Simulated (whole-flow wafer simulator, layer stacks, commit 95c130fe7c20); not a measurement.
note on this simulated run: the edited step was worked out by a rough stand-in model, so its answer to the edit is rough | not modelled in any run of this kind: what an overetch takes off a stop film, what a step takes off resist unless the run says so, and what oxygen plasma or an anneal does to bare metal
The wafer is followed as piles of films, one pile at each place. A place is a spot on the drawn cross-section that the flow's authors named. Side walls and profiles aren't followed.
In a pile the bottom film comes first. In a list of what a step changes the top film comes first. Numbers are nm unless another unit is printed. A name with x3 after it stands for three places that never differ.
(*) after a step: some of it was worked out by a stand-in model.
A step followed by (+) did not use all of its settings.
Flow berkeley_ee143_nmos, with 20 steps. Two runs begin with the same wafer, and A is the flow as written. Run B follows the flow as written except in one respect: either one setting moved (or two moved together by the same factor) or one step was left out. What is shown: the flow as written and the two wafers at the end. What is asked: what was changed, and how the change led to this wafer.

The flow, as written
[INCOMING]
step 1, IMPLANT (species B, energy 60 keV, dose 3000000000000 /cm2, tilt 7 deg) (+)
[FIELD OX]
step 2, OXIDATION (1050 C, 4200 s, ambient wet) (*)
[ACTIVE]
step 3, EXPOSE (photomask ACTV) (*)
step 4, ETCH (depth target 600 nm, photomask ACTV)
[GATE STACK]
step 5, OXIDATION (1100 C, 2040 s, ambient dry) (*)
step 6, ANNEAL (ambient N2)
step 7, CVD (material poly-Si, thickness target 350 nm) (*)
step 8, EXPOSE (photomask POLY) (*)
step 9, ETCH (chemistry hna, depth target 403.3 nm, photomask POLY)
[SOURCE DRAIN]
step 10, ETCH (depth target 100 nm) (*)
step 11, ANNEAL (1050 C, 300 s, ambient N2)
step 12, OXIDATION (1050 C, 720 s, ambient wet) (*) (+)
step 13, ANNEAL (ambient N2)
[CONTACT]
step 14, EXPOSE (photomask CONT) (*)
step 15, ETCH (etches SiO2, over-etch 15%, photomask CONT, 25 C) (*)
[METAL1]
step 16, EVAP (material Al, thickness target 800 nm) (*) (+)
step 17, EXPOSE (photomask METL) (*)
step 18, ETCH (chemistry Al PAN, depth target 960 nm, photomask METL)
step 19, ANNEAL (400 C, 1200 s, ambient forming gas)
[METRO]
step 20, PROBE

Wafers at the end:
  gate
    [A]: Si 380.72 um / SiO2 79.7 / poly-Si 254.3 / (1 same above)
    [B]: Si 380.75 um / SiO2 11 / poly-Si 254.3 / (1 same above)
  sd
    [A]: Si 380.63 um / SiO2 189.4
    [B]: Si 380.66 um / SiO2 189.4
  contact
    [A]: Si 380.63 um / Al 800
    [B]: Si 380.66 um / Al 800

The reason: step 5, OXIDATION: 880 C was run, whereas the flow has 1100 C.

Step by step, how the change led to this:
  step 5, OXIDATION (1100 C, 2040 s, ambient dry) (*)
      gate, sd, contact: A SiO2 gains 79.7 (new film), Si loses 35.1 | B SiO2 gains 11 (new film), Si loses 4.86
      field: A SiO2 gains 11.6, Si loses 5.1 | B SiO2 gains 0.83, Si loses 0.37
  step 10, ETCH (depth target 100 nm) (*)
      sd, contact: A SiO2 loses 79.7 (all of it) | B SiO2 loses 11 (all of it)
